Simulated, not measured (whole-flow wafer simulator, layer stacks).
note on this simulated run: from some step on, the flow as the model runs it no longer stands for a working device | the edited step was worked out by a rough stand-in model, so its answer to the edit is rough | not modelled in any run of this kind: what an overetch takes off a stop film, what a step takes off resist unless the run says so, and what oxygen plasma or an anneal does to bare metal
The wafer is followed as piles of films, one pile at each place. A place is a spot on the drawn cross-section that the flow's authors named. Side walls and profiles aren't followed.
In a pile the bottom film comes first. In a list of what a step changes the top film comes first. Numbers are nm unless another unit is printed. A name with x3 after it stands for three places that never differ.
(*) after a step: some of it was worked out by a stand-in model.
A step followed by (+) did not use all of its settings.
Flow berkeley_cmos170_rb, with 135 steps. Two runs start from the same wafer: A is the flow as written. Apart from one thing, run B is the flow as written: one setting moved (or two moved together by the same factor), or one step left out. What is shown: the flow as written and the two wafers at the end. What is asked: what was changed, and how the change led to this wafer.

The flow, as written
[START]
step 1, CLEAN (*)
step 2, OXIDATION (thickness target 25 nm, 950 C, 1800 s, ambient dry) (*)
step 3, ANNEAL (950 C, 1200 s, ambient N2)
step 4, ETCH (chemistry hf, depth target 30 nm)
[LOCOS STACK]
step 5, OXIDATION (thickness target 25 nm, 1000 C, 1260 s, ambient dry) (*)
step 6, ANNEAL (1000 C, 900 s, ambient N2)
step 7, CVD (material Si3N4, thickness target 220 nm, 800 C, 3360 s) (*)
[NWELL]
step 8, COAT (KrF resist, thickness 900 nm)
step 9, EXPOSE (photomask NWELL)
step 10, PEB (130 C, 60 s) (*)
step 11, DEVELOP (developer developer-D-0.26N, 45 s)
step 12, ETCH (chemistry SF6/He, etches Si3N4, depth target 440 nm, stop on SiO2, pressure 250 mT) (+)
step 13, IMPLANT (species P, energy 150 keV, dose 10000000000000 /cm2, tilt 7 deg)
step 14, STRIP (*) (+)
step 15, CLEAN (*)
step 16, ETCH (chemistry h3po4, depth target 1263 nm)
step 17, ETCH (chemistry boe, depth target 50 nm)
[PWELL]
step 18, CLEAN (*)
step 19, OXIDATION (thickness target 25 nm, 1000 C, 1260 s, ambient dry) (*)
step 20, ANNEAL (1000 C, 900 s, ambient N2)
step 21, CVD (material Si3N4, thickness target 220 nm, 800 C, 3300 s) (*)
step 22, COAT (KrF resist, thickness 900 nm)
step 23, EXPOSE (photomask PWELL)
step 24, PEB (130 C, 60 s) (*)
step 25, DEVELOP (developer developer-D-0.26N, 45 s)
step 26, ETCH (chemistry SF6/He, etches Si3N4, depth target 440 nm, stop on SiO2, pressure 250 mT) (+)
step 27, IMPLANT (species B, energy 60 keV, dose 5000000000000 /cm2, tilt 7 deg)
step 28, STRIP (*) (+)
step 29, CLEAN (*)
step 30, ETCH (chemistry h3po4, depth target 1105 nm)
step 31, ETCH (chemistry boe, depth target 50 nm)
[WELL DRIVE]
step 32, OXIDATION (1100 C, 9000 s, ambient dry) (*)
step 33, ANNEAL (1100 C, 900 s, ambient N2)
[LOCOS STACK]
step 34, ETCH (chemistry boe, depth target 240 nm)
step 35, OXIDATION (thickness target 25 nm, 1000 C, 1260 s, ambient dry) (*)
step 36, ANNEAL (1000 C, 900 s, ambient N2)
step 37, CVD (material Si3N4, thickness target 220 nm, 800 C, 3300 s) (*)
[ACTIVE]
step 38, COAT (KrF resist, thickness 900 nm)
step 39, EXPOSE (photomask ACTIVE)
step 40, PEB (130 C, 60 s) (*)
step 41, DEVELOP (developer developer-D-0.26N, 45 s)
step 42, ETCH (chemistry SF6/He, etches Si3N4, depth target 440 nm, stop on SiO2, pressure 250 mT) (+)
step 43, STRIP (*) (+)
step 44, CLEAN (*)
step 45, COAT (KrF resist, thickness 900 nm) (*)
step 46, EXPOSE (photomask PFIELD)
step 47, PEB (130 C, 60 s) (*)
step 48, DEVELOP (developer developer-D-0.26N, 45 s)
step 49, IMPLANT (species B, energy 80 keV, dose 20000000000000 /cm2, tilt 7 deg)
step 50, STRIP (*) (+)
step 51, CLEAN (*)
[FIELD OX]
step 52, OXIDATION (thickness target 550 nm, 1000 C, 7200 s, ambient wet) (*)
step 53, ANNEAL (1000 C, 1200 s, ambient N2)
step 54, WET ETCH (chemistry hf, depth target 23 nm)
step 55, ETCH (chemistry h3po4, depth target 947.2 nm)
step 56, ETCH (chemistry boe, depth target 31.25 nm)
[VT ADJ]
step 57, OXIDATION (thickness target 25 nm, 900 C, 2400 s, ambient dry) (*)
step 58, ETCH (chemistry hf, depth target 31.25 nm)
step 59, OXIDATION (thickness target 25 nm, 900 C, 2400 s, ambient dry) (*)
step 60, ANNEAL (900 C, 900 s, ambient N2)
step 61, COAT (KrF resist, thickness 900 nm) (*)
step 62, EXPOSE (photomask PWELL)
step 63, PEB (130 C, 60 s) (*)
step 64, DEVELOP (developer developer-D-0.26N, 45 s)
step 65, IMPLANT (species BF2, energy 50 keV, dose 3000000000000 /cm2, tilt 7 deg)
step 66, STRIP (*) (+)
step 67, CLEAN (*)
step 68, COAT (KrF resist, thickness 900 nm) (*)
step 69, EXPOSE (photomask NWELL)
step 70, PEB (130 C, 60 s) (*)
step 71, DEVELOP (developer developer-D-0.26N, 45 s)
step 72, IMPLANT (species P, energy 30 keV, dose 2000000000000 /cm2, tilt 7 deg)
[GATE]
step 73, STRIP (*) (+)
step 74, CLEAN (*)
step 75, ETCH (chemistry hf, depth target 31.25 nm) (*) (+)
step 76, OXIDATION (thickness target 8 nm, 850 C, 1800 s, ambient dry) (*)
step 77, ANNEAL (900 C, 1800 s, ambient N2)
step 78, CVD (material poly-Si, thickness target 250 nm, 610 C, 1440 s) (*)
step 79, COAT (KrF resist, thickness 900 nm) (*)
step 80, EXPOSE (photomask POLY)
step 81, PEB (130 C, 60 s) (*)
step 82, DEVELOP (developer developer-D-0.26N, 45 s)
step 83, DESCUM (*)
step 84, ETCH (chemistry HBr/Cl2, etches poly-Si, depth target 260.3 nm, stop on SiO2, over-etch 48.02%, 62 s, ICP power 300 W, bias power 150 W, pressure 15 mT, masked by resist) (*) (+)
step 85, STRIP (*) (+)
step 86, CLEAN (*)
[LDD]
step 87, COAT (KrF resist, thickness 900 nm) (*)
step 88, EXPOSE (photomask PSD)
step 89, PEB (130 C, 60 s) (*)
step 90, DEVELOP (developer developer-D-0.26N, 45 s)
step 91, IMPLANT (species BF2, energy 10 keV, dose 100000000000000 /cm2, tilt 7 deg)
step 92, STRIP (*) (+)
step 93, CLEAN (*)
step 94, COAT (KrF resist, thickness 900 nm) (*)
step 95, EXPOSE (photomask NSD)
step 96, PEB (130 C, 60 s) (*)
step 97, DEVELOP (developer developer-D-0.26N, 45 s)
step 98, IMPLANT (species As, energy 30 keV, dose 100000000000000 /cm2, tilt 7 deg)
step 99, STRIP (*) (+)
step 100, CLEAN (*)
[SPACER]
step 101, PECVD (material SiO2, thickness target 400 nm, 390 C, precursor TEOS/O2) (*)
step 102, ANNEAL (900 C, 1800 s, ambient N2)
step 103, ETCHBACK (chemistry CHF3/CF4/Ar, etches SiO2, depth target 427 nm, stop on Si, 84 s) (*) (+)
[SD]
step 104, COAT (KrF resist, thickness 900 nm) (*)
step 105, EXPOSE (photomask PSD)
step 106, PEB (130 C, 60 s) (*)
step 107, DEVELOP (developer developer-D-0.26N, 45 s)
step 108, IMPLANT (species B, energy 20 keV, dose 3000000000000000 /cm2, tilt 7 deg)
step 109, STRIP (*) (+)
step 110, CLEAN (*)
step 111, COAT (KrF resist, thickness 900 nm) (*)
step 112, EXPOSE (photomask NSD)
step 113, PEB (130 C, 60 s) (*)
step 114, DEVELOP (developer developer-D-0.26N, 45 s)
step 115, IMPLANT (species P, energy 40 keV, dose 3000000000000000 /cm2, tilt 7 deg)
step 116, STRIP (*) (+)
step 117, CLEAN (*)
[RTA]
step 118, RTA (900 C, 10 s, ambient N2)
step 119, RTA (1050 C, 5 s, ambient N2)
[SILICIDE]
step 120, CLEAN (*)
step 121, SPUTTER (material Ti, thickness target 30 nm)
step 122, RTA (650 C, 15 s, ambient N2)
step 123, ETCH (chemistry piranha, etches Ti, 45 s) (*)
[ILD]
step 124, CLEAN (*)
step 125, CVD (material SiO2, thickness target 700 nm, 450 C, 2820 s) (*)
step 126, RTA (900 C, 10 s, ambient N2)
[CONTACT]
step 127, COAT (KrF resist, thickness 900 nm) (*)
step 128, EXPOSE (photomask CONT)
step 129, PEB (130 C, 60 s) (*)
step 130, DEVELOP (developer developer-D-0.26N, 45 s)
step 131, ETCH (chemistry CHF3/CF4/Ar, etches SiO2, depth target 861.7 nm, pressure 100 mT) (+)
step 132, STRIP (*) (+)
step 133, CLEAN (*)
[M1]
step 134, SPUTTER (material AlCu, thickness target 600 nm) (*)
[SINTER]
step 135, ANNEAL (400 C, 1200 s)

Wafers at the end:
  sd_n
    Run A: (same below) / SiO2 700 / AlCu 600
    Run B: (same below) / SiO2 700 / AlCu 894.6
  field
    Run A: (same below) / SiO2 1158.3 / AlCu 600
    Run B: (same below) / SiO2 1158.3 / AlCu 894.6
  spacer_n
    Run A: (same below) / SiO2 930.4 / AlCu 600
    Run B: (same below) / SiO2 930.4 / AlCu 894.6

Cause: step 134, SPUTTER: thickness target 894.6 nm was run, while the flow as written has thickness target 600 nm.
The wafer lets one read it off: sd_n has AlCu 894.6, and step 134 as written asks for 600 nm.

The path from the change to this, step by step:
  step 134, SPUTTER (material AlCu, thickness target 600 nm) (*)
      field, sd_n, spacer_n, gate, spacer_p, gate_p, m1: A +600 AlCu (new film) | B +894.6 AlCu (new film)
      sd_p: A +545.9 AlCu (new film) | B +829.9 AlCu (new film)
      (as well as at 1 more place)
